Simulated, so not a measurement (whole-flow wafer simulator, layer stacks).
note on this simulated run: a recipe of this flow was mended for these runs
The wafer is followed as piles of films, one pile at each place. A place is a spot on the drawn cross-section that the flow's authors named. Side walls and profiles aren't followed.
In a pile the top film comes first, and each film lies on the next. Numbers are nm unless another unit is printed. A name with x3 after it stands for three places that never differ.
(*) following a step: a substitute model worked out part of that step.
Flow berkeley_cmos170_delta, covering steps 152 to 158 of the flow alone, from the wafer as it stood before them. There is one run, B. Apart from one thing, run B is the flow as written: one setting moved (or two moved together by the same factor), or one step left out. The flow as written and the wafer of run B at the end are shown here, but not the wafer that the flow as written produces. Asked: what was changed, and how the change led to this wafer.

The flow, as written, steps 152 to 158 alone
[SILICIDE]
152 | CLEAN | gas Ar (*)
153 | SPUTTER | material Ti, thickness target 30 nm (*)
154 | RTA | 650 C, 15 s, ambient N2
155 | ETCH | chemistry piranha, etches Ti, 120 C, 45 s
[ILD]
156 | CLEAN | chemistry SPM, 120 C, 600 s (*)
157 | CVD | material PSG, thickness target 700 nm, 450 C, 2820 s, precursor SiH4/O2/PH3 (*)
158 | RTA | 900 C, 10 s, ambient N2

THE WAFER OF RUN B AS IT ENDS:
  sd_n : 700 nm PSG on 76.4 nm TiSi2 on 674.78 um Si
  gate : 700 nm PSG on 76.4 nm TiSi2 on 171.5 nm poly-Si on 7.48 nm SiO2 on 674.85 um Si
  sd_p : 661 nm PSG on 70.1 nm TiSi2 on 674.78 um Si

Cause: step 153, SPUTTER: thickness target 41 nm was run, though the flow has thickness target 30 nm; step 155, ETCH: 61 s was run, where the flow has 45 s.

The path from the change to this, step by step:
  153 | SPUTTER | material Ti, thickness target 30 nm (*)
      field, sd_n, spacer_n, gate, spacer_p, gate_p, contact x2: +41 Ti (new film) (as written it would have been: +30 Ti (new film))
      sd_p: +37.6 Ti (new film) (as written it would have been: +27.5 Ti (new film))
  154 | RTA | 650 C, 15 s, ambient N2
      sd_n, contact x2: -32 Ti, +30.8 TiSi first (new film), +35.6 TiSi2 C49 (new film), -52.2 Si (as written it would have been: -23.4 Ti, +6.2 TiSi first (new film), +50.3 TiSi2 C49 (new film), -49 Si)
      gate, gate_p: -32 Ti, +30.8 TiSi first (new film), +35.6 TiSi2 C49 (new film), -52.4 poly-Si (as written it would have been: -23.4 Ti, +6.2 TiSi first (new film), +50.3 TiSi2 C49 (new film), -49.2 poly-Si)
      (also at 1 further place)
  155 | ETCH | chemistry piranha, etches Ti, 120 C, 45 s
      sd_n, gate, gate_p, contact x2: -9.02 Ti (all of it), -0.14 TiSi first (as written it would have been: -6.6 Ti (all of it), -0.1 TiSi first)
      field, spacer_n, spacer_p: -41 Ti (all of it) (as written it would have been: -30 Ti (all of it))
      (also at 1 further place)
  158 | RTA | 900 C, 10 s, ambient N2
      sd_n, contact x2: under 1 film: +76.4 TiSi2 (new film), -30.6 TiSi first (all of it), -35.6 TiSi2 C49 (all of it), -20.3 Si (as written it would have been: under 1 film: +55.9 TiSi2 (new film), -6.09 TiSi first (all of it), -50.3 TiSi2 C49 (all of it), -4.05 Si)
      gate, gate_p: under 1 film: +76.4 TiSi2 (new film), -30.6 TiSi first (all of it), -35.6 TiSi2 C49 (all of it), -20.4 poly-Si (as written it would have been: under 1 film: +55.9 TiSi2 (new film), -6.09 TiSi first (all of it), -50.3 TiSi2 C49 (all of it), -4.06 poly-Si)
      (also at 1 further place)
